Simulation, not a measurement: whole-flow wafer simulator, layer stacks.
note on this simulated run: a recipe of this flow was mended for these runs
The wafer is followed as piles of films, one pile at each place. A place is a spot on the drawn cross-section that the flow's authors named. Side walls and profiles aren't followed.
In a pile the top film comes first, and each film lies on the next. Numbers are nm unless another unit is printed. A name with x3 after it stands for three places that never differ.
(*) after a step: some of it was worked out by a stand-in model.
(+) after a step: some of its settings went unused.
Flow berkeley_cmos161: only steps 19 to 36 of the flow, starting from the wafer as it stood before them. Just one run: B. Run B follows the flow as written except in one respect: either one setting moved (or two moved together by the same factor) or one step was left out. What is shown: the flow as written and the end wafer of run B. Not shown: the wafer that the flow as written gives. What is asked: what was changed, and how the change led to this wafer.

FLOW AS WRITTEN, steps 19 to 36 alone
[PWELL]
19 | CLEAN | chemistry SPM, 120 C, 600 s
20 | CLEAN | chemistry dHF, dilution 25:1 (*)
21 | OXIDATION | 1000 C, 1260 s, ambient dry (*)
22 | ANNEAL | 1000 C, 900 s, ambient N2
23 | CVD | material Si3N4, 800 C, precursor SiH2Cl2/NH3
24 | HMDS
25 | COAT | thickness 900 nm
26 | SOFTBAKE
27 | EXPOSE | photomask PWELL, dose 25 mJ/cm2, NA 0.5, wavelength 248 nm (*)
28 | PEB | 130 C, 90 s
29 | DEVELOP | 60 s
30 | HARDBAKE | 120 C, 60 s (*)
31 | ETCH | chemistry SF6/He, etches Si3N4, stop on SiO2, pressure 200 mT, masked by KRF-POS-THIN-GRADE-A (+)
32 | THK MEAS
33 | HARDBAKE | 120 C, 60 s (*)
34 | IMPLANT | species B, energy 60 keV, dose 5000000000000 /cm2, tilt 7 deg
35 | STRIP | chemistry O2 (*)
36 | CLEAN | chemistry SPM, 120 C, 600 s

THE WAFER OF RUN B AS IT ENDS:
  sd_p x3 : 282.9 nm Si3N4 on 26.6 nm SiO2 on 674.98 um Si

What caused this: step 23, CVD: 823 C was run, though the flow has 800 C.

How this came from the change, step by step:
  23 | CVD | material Si3N4, 800 C, precursor SiH2Cl2/NH3
      field x6, sd_p x3: Si3N4 gains 282.9 (new film) (it would be, as written: Si3N4 gains 229.8 (new film))
  31 | ETCH | chemistry SF6/He, etches Si3N4, stop on SiO2, pressure 200 mT, masked by KRF-POS-THIN-GRADE-A (+)
      field x6: Si3N4 loses 282.9 (all of it), SiO2 loses 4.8 (it would be, as written: Si3N4 loses 229.8 (all of it), SiO2 loses 4.8)
      sd_p x3: KrF-resist loses 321 (it would be, as written: KrF-resist loses 263.3)
  35 | STRIP | chemistry O2 (*)
      sd_p x3: KrF-resist loses 561.9 (all of it) (it would be, as written: KrF-resist loses 619.6 (all of it))
